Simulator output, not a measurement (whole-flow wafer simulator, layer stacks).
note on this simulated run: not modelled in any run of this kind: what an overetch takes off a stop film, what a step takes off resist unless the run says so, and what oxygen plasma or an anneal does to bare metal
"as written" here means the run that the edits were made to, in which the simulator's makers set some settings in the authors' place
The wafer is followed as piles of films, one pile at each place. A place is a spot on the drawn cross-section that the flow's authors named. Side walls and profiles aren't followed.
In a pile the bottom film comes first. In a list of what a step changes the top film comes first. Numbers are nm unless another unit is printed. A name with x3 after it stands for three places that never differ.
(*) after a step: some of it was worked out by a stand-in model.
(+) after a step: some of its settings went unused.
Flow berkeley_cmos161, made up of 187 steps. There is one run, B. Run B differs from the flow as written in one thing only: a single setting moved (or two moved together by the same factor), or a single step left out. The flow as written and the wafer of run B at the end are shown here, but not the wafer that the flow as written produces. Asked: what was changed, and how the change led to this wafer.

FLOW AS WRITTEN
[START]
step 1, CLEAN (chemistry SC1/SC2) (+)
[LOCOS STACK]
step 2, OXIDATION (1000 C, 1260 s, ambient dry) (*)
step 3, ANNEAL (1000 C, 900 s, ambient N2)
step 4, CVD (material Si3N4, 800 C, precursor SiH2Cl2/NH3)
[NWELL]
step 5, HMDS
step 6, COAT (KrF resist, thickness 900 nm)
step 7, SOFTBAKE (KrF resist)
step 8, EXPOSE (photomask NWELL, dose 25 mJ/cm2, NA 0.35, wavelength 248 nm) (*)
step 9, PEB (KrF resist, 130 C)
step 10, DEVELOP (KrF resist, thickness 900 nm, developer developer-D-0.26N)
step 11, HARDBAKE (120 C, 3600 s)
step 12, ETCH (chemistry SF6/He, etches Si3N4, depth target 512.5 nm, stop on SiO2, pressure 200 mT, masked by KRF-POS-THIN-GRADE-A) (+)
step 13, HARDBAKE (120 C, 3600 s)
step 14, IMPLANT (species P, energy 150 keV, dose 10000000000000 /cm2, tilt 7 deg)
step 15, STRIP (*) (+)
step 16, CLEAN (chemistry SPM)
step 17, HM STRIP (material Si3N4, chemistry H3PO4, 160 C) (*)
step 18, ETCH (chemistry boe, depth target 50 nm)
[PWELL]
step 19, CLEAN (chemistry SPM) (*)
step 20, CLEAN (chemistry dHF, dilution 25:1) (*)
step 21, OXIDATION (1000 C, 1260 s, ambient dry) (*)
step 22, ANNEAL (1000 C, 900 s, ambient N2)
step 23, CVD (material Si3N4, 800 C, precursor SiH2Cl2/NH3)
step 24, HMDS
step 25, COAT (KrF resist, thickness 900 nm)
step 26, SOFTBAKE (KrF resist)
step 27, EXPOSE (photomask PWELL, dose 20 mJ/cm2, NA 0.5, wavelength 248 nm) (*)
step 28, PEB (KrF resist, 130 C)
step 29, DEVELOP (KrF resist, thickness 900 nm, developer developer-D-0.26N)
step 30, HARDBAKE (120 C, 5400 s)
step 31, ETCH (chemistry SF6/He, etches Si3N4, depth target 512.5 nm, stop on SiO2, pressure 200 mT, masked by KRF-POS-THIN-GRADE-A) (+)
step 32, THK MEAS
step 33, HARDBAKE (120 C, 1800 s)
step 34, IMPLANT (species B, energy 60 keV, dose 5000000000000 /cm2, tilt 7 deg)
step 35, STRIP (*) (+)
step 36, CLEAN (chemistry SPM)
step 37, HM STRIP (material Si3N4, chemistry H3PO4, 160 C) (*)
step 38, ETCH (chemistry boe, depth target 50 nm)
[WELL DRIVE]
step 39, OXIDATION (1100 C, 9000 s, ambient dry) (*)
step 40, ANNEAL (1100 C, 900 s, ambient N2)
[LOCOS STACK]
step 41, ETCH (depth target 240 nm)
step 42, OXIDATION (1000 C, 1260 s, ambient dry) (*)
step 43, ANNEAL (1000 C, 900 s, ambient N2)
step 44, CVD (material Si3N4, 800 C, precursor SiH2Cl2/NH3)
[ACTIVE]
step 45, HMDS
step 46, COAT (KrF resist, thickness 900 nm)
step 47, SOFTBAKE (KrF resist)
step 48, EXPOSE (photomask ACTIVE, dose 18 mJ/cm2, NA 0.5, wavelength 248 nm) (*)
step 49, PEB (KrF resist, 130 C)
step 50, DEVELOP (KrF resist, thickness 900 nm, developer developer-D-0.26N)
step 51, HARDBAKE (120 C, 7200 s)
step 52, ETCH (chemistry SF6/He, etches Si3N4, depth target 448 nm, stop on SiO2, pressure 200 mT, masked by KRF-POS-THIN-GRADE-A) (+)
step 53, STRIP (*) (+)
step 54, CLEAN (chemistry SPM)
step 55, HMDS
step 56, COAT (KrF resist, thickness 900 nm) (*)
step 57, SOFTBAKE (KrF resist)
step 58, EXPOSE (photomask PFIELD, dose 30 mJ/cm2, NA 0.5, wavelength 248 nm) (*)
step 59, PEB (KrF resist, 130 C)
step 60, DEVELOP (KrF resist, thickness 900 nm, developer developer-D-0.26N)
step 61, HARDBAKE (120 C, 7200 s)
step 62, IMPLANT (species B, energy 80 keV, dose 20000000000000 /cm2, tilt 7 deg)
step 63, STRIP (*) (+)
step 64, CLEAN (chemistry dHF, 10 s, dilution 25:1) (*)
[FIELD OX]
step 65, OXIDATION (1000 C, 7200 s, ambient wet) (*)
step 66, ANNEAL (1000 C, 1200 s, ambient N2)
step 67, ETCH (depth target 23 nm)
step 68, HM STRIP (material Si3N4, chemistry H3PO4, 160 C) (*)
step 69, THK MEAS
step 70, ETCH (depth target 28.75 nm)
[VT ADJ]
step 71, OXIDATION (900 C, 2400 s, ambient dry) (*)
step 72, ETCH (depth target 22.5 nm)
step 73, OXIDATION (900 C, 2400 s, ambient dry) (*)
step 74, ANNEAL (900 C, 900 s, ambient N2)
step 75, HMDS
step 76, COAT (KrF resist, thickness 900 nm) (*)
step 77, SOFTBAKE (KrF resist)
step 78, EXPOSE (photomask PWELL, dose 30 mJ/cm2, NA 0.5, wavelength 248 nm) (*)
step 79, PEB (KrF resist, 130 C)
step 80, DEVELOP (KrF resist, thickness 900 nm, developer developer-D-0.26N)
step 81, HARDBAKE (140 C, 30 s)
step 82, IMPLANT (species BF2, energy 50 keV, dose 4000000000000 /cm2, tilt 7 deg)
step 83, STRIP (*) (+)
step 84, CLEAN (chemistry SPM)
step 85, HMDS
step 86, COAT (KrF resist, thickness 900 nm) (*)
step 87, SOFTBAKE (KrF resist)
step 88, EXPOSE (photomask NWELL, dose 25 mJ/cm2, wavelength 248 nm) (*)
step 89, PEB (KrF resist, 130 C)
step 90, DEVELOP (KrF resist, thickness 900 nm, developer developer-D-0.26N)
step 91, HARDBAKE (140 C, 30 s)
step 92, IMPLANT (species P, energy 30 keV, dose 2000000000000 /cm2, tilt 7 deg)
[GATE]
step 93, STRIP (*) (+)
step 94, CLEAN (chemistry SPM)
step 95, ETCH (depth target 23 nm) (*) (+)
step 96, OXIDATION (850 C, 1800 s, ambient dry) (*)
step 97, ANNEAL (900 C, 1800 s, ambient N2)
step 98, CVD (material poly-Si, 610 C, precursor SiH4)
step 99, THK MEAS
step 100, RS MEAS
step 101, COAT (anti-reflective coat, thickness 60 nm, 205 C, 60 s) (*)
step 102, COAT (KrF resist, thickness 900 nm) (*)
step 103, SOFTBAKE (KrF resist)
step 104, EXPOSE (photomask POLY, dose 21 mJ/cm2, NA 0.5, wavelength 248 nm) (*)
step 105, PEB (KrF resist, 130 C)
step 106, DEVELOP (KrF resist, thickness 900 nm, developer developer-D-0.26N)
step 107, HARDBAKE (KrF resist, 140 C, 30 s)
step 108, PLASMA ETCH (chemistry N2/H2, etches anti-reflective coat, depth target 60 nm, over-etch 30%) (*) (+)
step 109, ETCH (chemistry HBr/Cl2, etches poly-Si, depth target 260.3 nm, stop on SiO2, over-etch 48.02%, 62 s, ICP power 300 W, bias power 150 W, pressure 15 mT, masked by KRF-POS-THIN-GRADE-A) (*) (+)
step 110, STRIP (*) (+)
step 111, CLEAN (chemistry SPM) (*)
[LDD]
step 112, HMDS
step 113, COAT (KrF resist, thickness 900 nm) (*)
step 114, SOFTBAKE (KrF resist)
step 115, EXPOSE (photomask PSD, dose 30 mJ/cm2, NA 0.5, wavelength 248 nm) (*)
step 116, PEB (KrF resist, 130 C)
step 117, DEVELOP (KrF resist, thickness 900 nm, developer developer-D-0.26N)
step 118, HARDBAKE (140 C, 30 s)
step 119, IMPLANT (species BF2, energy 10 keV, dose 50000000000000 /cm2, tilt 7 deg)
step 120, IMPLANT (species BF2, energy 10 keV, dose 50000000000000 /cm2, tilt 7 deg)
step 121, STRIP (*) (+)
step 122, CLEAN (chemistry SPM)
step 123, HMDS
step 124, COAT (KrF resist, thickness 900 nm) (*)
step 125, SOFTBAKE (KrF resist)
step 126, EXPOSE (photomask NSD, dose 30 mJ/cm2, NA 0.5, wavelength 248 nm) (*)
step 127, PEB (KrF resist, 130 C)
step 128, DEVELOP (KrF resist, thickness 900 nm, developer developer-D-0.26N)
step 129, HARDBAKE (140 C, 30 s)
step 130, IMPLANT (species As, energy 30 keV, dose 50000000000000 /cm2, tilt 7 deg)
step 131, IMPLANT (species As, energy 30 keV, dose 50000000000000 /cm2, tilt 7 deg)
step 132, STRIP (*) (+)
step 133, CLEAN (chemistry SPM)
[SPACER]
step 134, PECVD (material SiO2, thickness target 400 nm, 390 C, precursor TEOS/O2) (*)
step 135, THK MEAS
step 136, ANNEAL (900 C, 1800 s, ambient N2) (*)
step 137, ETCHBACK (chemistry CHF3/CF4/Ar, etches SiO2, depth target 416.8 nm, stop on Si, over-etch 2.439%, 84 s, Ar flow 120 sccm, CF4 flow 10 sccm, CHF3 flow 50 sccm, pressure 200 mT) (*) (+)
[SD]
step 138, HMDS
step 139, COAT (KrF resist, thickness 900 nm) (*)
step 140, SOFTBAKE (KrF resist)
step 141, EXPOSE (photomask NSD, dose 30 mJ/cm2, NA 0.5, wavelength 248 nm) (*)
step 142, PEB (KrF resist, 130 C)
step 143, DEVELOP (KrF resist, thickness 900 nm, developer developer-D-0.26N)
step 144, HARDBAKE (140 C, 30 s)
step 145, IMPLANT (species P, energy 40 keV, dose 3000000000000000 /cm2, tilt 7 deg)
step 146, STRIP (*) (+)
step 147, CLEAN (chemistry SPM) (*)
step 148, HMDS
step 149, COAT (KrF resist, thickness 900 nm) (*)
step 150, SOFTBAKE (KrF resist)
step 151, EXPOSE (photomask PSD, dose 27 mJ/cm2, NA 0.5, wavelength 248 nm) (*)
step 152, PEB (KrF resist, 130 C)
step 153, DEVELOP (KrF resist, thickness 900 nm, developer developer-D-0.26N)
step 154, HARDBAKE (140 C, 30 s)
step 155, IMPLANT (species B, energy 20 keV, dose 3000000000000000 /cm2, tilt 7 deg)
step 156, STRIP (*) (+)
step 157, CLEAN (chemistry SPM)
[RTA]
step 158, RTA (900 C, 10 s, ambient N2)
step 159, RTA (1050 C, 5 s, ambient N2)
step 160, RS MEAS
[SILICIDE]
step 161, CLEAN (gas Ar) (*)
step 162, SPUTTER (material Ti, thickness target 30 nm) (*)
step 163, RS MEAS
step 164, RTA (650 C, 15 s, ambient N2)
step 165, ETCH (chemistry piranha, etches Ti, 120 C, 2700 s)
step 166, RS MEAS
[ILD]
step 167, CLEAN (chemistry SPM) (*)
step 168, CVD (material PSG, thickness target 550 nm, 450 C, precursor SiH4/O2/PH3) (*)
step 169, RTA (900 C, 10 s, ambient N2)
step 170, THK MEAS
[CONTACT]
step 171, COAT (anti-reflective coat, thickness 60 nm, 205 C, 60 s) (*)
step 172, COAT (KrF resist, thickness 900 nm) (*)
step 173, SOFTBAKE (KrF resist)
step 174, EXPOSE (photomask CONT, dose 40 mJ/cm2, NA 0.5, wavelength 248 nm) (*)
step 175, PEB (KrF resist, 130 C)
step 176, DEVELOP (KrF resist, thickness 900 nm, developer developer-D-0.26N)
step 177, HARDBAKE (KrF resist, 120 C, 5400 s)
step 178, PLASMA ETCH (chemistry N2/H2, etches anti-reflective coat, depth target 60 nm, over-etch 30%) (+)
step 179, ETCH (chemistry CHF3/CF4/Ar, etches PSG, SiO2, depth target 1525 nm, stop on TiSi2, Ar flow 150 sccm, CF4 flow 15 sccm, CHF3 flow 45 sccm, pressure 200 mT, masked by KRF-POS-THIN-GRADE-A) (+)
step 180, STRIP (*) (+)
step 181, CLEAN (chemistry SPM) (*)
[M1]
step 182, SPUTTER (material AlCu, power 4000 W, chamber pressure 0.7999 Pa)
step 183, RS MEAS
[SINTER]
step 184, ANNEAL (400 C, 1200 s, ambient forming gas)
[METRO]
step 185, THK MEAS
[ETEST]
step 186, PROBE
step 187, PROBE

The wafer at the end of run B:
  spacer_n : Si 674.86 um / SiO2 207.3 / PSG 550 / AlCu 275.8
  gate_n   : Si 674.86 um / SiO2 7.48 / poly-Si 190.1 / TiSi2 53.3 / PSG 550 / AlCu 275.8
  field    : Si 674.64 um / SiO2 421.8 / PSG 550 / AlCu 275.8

The reason: step 70, ETCH: depth target 15.24 nm was run, whereas the flow has depth target 28.75 nm.

How this came from the change, step by step:
  step 70, ETCH (depth target 28.75 nm)
      spacer_n, gate_n, spacer_p, gate_p, contact, m1: SiO2 loses 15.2 (it would be, as written: SiO2 loses 24.8 (all of it))
      sd_n, sd_p: SiO2 loses 15.2 (it would be, as written: SiO2 loses 25 (all of it))
      (as well as at 1 more place)
  step 71, OXIDATION (900 C, 2400 s, ambient dry) (*)
      spacer_n, gate_n, spacer_p, gate_p, contact, m1: SiO2 gains 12, Si loses 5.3 (it would be, as written: SiO2 gains 14.9 (new film), Si loses 6.57)
      sd_n, sd_p: SiO2 gains 12, Si loses 5.28 (it would be, as written: SiO2 gains 14.9 (new film), Si loses 6.57)
  step 72, ETCH (depth target 22.5 nm)
      spacer_n, gate_n, spacer_p, gate_p, contact, m1: SiO2 loses 21.6 (all of it) (it would be, as written: SiO2 loses 14.9 (all of it))
      sd_n, sd_p: SiO2 loses 21.8 (all of it) (it would be, as written: SiO2 loses 14.9 (all of it))
  step 101, COAT (anti-reflective coat, thickness 60 nm, 205 C, 60 s) (*)
      sd_n: anti-reflective coat gains 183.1 (new film) (it would be, as written: anti-reflective coat gains 173.5 (new film))
      spacer_n: anti-reflective coat gains 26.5 (new film) (it would be, as written: anti-reflective coat gains 28.7 (new film))
      (as well as at 4 more places)
  step 108, PLASMA ETCH (chemistry N2/H2, etches anti-reflective coat, depth target 60 nm, over-etch 30%) (*) (+)
      sd_n: anti-reflective coat loses 183.1 (all of it), poly-Si loses 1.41 (it would be, as written: anti-reflective coat loses 173.5 (all of it), poly-Si loses 1.33)
      spacer_n: anti-reflective coat loses 26.5 (all of it), poly-Si loses 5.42 (it would be, as written: anti-reflective coat loses 28.7 (all of it), poly-Si loses 5.05)
      (as well as at 2 more places)
  step 110, STRIP (*) (+)
      gate_n: chemical SiO2 gains 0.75 (new film), KrF resist loses 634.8 (all of it), anti-reflective coat loses 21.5 (all of it), poly-Si loses 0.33 (it would be, as written: chemical SiO2 gains 0.75 (new film), KrF resist loses 626.8 (all of it), anti-reflective coat loses 23.7 (all of it), poly-Si loses 0.33)
      gate_p: chemical SiO2 gains 0.75 (new film), KrF resist loses 602.9 (all of it), anti-reflective coat loses 26.8 (all of it), poly-Si loses 0.33 (it would be, as written: chemical SiO2 gains 0.75 (new film), KrF resist loses 598.2 (all of it), anti-reflective coat loses 27.9 (all of it), poly-Si loses 0.33)
  step 171, COAT (anti-reflective coat, thickness 60 nm, 205 C, 60 s) (*)
      sd_n: anti-reflective coat gains 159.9 (new film) (it would be, as written: anti-reflective coat gains 149.7 (new film))
      m1: anti-reflective coat gains 100.8 (new film) (it would be, as written: anti-reflective coat gains 97.8 (new film))
  step 180, STRIP (*) (+)
      sd_n: KrF resist loses 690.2 (all of it), anti-reflective coat loses 159.9 (all of it) (it would be, as written: KrF resist loses 692.5 (all of it), anti-reflective coat loses 149.7 (all of it))
      m1: KrF resist loses 744.3 (all of it), anti-reflective coat loses 100.8 (all of it) (it would be, as written: KrF resist loses 739.9 (all of it), anti-reflective coat loses 97.8 (all of it))
